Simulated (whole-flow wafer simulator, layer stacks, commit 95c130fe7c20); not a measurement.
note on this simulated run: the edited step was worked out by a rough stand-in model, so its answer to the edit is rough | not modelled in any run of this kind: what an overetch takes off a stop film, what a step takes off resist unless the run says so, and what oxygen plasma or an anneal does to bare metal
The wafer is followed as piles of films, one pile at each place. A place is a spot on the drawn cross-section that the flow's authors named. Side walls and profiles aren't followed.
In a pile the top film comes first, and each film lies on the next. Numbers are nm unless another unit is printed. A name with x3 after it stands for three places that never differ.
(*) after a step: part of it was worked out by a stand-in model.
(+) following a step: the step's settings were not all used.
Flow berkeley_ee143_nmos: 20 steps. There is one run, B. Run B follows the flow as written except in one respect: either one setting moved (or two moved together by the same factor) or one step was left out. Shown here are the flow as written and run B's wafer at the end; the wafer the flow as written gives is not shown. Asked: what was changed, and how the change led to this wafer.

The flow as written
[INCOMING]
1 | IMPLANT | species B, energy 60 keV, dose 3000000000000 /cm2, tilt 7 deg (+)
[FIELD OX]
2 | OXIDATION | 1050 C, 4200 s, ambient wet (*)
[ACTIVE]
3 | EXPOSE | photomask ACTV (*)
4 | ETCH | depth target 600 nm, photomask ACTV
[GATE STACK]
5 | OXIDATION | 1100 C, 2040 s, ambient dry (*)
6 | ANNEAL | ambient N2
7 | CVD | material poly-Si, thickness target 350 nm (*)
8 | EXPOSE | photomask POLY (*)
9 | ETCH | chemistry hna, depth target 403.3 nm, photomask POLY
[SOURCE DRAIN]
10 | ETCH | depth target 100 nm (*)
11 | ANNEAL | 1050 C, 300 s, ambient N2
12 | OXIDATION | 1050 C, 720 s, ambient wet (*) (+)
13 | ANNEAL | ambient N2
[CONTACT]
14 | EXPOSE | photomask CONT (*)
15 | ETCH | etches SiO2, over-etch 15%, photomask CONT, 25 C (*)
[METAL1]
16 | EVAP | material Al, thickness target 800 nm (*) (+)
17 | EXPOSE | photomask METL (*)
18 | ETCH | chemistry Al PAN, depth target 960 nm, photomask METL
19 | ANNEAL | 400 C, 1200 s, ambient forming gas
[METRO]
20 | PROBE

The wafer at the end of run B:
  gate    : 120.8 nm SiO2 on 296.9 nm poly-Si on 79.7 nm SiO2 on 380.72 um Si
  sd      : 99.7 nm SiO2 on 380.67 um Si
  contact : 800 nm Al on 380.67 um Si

The reason: step 12, OXIDATION: 306 s was run, while the flow as written has 720 s.

The path from the change to this, step by step:
  12 | OXIDATION | 1050 C, 720 s, ambient wet (*) (+)
      sd, contact: +99.7 SiO2 (new film), -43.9 Si (as written it would have been: +189.4 SiO2 (new film), -83.4 Si)
      gate: +120.8 SiO2 (new film), -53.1 poly-Si (as written it would have been: +217.6 SiO2 (new film), -95.7 poly-Si)
      (as well as at 1 more place)
  15 | ETCH | etches SiO2, over-etch 15%, photomask CONT, 25 C (*)
      contact: -99.7 SiO2 (all of it) (as written it would have been: -189.4 SiO2 (all of it))
